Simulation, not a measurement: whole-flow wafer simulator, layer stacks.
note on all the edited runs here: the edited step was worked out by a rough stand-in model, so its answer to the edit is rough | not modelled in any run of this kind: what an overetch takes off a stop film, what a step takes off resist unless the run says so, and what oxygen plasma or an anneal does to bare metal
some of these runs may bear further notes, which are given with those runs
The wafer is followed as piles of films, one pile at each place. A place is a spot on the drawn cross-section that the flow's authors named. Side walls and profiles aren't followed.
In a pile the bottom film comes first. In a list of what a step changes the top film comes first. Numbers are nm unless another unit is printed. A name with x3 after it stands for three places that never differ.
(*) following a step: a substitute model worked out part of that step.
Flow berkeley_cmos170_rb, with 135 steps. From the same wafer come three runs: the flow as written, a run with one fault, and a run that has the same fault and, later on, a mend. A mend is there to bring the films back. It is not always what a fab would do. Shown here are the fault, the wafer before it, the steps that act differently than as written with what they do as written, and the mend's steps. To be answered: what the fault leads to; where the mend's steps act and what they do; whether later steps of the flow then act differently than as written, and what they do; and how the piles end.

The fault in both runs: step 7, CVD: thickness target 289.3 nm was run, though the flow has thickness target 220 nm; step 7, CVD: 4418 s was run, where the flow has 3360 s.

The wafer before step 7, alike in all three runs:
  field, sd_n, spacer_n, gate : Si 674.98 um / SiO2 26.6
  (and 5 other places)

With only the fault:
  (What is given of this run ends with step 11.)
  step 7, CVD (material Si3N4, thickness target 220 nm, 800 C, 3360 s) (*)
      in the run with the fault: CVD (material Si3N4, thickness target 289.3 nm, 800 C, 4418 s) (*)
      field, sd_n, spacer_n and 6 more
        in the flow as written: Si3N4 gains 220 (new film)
        in the run with the fault: Si3N4 gains 289.3 (new film)
  Every later step of the flow up to step 11 that is run acts as written at every place that is followed.
  After step 11, at field, sd_n, spacer_n and 6 more, the piles differ from the flow's by more than 2% or 0.5 nm, whichever is larger.
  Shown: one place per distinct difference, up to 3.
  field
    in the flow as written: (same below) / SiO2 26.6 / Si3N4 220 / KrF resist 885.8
    in the run with the fault: (same below) / SiO2 26.6 / Si3N4 289.3 / KrF resist 885.8
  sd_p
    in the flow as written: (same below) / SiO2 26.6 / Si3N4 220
    in the run with the fault: (same below) / SiO2 26.6 / Si3N4 289.3

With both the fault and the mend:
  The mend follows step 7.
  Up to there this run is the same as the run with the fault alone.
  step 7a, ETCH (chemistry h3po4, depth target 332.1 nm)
      field, sd_n, spacer_n and 6 more
        Si3N4 loses 289.3 (all of it)
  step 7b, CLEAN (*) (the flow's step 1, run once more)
      does not change any film at any place that is followed
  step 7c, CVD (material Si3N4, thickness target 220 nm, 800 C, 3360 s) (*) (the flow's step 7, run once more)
      field, sd_n, spacer_n and 6 more
        Si3N4 gains 220 (new film)
  Every later step of the flow that is run acts as written at every place that is followed.
  The piles end the same as the flow's at every place that both follow.
